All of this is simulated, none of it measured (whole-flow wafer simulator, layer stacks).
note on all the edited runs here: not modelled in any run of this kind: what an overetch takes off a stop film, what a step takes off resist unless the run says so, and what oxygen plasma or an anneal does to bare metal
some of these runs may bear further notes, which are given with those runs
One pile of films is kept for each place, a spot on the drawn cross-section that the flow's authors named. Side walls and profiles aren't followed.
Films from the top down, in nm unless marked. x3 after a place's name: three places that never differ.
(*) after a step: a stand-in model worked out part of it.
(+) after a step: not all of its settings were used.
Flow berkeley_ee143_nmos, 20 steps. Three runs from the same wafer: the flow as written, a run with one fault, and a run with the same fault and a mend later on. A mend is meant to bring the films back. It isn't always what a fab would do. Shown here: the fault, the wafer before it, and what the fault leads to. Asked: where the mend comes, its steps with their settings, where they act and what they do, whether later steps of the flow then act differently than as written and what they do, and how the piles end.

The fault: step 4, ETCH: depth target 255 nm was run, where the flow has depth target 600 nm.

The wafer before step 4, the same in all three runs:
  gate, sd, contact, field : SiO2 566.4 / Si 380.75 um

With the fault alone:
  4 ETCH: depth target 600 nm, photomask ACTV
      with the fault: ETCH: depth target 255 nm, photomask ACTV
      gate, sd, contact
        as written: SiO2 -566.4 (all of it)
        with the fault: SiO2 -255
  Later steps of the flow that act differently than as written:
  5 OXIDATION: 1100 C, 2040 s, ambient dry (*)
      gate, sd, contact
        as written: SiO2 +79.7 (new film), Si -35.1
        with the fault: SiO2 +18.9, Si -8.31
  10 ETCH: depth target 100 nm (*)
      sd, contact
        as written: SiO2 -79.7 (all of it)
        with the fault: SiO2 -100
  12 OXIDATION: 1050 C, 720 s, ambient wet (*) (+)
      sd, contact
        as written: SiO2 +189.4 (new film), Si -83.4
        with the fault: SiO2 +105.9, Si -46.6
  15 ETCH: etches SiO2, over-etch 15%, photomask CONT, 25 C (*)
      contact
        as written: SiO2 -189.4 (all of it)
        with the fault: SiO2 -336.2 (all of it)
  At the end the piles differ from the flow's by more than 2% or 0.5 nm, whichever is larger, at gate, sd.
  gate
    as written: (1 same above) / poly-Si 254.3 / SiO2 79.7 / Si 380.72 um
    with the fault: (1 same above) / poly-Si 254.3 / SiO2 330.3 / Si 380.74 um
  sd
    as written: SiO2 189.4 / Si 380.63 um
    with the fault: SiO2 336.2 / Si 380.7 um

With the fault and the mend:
  The mend comes after step 4.
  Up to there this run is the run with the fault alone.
  4a ETCH: depth target 345 nm, photomask ACTV (the flow's step 4 once more, with other settings)
      gate, sd, contact
        SiO2 -311.4 (all of it)
  No later step of the flow acts differently than as written at any place that is followed.
  At the end the piles are the same as the flow's at every place that both follow.
